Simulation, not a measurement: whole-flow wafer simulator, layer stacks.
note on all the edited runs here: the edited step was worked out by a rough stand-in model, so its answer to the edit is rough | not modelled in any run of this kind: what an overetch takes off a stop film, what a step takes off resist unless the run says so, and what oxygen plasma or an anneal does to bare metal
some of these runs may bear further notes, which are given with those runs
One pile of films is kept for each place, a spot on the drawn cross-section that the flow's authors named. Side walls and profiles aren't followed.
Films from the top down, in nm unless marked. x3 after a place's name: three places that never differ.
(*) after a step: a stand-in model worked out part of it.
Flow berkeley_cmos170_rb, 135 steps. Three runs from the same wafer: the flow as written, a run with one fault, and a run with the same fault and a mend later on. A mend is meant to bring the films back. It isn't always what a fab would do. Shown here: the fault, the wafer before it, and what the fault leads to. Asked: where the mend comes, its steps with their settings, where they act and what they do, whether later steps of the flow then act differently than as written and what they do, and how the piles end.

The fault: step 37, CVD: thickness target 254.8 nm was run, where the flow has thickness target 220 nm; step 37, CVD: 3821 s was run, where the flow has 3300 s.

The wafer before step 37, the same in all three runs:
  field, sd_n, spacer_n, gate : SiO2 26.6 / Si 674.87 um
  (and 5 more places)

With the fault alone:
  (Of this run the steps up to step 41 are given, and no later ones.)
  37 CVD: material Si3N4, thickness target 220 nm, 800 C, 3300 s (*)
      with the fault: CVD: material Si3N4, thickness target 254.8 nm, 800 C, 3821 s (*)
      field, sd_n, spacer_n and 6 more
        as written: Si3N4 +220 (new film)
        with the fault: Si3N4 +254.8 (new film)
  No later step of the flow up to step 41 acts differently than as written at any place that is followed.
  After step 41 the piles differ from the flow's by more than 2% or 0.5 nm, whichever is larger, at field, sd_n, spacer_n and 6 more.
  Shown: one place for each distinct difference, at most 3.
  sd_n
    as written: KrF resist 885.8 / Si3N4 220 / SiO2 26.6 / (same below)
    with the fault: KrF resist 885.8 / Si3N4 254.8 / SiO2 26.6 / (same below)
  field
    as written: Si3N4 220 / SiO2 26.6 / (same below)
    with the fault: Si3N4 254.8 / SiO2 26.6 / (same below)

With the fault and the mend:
  The mend comes after step 37.
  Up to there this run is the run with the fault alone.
  37a ETCH: chemistry h3po4, depth target 34.8 nm (the flow's step 30 once more, with other settings)
      field, sd_n, spacer_n and 6 more
        Si3N4 -34.8
  No later step of the flow acts differently than as written at any place that is followed.
  At the end the piles are the same as the flow's at every place that both follow.
